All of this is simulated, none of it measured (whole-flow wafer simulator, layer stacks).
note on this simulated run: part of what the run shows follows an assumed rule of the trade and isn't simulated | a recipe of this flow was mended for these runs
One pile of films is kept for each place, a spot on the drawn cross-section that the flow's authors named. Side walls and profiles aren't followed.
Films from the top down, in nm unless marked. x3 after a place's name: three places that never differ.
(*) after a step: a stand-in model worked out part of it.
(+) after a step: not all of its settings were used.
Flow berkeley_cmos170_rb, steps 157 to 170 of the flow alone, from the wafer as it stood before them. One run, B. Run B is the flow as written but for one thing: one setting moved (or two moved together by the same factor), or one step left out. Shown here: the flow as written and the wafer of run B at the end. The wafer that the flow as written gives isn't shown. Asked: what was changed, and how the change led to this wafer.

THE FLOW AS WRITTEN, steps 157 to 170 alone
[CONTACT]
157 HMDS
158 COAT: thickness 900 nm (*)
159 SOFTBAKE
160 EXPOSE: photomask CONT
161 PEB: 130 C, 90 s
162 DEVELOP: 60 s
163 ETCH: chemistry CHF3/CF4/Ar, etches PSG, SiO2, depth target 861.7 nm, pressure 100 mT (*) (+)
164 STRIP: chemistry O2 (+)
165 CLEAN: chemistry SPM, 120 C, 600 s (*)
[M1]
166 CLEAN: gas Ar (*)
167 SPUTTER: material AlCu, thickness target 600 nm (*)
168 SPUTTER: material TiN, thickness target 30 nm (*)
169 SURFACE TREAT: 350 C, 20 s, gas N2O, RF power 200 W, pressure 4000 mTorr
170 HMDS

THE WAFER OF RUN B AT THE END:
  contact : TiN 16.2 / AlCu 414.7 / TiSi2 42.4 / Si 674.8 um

The cause: step 163, ETCH: depth target 923.7 nm was run, where the flow has depth target 861.7 nm.

How the change led to this, step by step:
  163 ETCH: chemistry CHF3/CF4/Ar, etches PSG, SiO2, depth target 861.7 nm, pressure 100 mT (*) (+)
      field, sd_n, spacer_n, gate, sd_p, spacer_p, gate_p, m1: KrF-resist -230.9 (as written it would be: KrF-resist -215.4)
      contact: PSG -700 (all of it), TiSi2 -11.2 (as written it would be: PSG -700 (all of it), TiSi2 -8.08)
  164 STRIP: chemistry O2 (+)
      field: KrF-resist -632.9 (all of it) (as written it would be: KrF-resist -648.4 (all of it))
      sd_n: KrF-resist -757 (all of it) (as written it would be: KrF-resist -772.5 (all of it))
      (and at 5 more places)
